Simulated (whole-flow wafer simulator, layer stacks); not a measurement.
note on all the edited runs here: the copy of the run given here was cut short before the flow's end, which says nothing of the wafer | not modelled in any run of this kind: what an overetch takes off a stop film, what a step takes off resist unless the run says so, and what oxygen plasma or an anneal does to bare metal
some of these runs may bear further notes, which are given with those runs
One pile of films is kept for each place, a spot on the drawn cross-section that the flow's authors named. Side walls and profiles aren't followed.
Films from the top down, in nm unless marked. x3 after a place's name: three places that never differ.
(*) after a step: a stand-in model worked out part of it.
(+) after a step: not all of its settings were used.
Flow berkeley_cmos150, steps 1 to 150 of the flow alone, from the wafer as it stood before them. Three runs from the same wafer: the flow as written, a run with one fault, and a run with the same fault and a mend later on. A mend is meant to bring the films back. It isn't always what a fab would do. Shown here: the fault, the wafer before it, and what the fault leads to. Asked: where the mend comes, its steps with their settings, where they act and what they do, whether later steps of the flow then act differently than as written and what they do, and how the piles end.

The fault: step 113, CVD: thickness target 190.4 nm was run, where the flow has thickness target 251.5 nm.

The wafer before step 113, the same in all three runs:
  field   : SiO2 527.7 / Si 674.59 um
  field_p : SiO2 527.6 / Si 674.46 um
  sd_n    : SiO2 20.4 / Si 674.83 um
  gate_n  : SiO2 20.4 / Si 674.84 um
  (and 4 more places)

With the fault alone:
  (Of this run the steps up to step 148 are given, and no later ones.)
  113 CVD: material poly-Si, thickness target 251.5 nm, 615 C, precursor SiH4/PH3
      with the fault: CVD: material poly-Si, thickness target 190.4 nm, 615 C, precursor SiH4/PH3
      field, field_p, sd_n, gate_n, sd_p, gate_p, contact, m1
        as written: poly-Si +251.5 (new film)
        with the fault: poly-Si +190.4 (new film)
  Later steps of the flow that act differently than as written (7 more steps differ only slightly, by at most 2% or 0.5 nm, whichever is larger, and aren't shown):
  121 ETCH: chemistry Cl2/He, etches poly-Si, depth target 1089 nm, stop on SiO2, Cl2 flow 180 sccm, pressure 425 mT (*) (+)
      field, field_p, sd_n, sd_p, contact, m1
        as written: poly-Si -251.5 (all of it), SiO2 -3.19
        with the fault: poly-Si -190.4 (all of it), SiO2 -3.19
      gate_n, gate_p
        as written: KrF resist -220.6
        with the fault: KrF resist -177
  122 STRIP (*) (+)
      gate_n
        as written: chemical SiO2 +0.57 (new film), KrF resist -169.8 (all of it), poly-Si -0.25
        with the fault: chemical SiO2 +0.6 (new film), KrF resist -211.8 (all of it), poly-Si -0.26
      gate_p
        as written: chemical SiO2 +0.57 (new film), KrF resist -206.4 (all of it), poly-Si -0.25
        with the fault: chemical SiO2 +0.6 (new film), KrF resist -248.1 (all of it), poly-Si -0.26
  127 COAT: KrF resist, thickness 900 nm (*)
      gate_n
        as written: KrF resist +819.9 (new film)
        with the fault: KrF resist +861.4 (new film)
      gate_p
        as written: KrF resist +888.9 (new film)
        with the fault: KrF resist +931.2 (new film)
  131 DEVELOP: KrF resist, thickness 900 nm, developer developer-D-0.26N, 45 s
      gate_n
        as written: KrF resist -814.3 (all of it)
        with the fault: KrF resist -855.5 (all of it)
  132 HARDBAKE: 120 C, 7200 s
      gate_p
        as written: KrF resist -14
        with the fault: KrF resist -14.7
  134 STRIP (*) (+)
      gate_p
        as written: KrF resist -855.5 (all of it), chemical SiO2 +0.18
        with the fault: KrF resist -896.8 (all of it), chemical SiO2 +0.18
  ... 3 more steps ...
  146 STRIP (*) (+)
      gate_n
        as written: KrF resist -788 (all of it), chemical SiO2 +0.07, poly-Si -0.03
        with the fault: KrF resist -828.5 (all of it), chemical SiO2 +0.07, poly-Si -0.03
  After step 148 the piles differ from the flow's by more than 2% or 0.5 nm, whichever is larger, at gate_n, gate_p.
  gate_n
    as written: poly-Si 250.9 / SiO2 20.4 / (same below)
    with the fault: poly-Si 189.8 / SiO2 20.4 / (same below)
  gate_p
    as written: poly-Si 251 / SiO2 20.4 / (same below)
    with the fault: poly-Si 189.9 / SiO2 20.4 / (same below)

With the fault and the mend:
  The mend comes after step 113.
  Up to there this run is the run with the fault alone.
  113a CVD: material poly-Si, thickness target 61.11 nm, 615 C, precursor SiH4/PH3 (*) (the flow's step 113 once more, with other settings)
      field, field_p, sd_n, gate_n, sd_p, gate_p, contact, m1
        poly-Si +61.1
  No later step of the flow acts differently than as written, at any place that is followed, by more than 2% or 0.5 nm, whichever is larger.
  At the end the piles differ from the flow's only slightly at the places that both follow, by at most 2% or 0.5 nm, whichever is larger.
